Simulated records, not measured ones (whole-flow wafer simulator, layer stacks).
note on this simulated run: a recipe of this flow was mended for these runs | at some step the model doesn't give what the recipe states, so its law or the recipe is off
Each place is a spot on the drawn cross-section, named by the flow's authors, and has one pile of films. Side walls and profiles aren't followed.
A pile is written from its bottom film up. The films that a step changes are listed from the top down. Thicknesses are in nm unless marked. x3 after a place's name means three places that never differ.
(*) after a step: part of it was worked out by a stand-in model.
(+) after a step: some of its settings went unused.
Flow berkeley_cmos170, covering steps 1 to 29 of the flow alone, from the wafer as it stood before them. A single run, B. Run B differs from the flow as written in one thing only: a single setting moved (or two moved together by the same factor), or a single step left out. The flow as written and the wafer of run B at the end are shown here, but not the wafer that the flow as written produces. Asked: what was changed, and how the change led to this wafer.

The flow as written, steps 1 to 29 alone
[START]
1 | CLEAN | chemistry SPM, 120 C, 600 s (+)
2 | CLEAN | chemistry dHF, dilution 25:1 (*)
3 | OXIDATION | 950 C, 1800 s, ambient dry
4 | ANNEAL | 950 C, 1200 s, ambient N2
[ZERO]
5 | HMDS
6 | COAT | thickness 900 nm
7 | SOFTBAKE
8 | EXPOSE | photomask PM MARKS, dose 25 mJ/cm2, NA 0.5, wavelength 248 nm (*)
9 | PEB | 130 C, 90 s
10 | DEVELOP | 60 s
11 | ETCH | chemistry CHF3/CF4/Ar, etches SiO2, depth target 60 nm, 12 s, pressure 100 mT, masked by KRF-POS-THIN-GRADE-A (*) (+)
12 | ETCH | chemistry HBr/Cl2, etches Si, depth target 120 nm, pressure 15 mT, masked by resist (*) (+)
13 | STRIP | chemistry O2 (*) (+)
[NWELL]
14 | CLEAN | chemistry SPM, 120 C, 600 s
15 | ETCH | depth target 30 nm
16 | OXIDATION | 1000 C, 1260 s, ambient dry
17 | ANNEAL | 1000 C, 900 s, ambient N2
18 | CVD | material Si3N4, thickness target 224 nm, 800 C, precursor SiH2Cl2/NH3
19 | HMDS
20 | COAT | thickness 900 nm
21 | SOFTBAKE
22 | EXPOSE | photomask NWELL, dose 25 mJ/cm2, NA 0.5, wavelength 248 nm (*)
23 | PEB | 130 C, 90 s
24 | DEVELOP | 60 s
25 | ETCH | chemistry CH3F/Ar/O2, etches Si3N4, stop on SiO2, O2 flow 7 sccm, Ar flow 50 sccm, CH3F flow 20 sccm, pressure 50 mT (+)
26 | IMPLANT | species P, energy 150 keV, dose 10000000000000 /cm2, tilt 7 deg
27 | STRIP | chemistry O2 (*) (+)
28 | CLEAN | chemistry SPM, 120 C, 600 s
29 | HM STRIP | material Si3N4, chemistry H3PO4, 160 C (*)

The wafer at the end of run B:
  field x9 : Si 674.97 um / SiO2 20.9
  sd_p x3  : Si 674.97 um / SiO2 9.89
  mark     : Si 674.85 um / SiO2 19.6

The reason: step 3, OXIDATION: 4320 s was run, while the flow as written has 1800 s.

The path from the change to this, step by step:
  3 | OXIDATION | 950 C, 1800 s, ambient dry
      field x9, mark, sd_p x3: SiO2 gains 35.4 (new film), Si loses 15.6 (in the flow as written it would be: SiO2 gains 20.4 (new film), Si loses 8.98)
  11 | ETCH | chemistry CHF3/CF4/Ar, etches SiO2, depth target 60 nm, 12 s, pressure 100 mT, masked by KRF-POS-THIN-GRADE-A (*) (+)
      mark: SiO2 loses 35.4 (all of it), Si loses 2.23 (in the flow as written it would be: SiO2 loses 20.4 (all of it), Si loses 3.6)
  15 | ETCH | depth target 30 nm
      field x9, sd_p x3: SiO2 loses 30 (in the flow as written it would be: SiO2 loses 20.4 (all of it))
  16 | OXIDATION | 1000 C, 1260 s, ambient dry
      field x9, sd_p x3: SiO2 gains 22.4, Si loses 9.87 (in the flow as written it would be: SiO2 gains 26.6 (new film), Si loses 11.7)
